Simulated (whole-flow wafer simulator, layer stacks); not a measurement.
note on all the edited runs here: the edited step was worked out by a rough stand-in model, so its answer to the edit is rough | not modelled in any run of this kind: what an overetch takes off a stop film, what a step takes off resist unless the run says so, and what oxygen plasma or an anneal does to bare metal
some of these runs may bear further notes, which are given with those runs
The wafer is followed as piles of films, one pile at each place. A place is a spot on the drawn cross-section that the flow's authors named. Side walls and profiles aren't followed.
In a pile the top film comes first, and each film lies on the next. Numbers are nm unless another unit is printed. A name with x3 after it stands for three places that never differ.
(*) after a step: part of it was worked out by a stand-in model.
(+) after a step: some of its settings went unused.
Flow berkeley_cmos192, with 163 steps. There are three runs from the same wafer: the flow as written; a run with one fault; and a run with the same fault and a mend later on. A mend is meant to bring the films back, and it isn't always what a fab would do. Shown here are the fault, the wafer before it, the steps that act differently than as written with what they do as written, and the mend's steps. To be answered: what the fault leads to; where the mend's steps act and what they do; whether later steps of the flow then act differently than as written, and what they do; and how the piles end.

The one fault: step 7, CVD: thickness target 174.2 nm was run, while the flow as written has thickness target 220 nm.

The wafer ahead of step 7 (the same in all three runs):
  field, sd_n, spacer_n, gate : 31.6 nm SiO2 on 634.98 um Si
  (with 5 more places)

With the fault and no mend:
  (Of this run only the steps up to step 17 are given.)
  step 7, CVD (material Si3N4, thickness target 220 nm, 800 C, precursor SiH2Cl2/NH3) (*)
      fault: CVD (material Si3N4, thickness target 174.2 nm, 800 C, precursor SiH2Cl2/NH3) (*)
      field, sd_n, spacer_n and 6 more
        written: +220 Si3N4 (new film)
        fault: +174.2 Si3N4 (new film)
  Steps later in the flow that act otherwise than as written:
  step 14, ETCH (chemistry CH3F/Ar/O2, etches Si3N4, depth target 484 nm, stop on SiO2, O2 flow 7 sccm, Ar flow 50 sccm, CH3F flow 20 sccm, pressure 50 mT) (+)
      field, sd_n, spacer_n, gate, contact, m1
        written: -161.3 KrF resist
        fault: -130.8 KrF resist
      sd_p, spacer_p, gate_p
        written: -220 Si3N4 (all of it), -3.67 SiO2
        fault: -174.2 Si3N4 (all of it), -3.67 SiO2
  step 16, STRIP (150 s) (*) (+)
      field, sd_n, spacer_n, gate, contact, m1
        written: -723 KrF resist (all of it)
        fault: -753.6 KrF resist (all of it)
  After step 17, at field, sd_n, spacer_n, gate, contact, m1, the piles differ from the flow's by more than 2% or 0.5 nm, whichever is larger.
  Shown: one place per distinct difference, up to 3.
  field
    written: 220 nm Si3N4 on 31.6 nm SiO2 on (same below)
    fault: 174.2 nm Si3N4 on 31.6 nm SiO2 on (same below)

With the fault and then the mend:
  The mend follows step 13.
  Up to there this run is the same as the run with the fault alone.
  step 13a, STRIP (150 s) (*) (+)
      field, sd_n, spacer_n, gate, contact, m1
        -884.4 KrF resist (all of it)
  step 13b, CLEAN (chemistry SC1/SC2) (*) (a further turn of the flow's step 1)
      does not change any film at any place that is followed
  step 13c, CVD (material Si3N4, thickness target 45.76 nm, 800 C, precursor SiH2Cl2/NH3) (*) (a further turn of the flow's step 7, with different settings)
      field, sd_n, spacer_n and 6 more
        +45.8 Si3N4
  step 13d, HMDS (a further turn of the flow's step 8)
      does not change any film at any place that is followed
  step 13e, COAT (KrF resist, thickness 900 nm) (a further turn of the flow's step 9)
      field, sd_n, spacer_n and 6 more
        +900 KrF resist (new film)
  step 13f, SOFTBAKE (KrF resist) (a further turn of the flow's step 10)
      does not change any film at any place that is followed
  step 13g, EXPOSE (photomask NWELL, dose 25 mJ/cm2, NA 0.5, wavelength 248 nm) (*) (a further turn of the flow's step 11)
      does not change any film at any place that is followed
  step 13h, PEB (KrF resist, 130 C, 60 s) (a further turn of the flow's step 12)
      field, sd_n, spacer_n and 6 more
        -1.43 KrF resist
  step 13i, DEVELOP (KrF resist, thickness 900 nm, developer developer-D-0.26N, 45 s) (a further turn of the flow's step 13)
      field, sd_n, spacer_n, gate, contact, m1
        -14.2 KrF resist
      sd_p, spacer_p, gate_p
        -898.6 KrF resist (all of it)
  Every later step of the flow that is run acts as written, at every place that is followed, to within 2% or 0.5 nm, whichever is larger.
  The piles end the same as the flow's at every place that both follow.
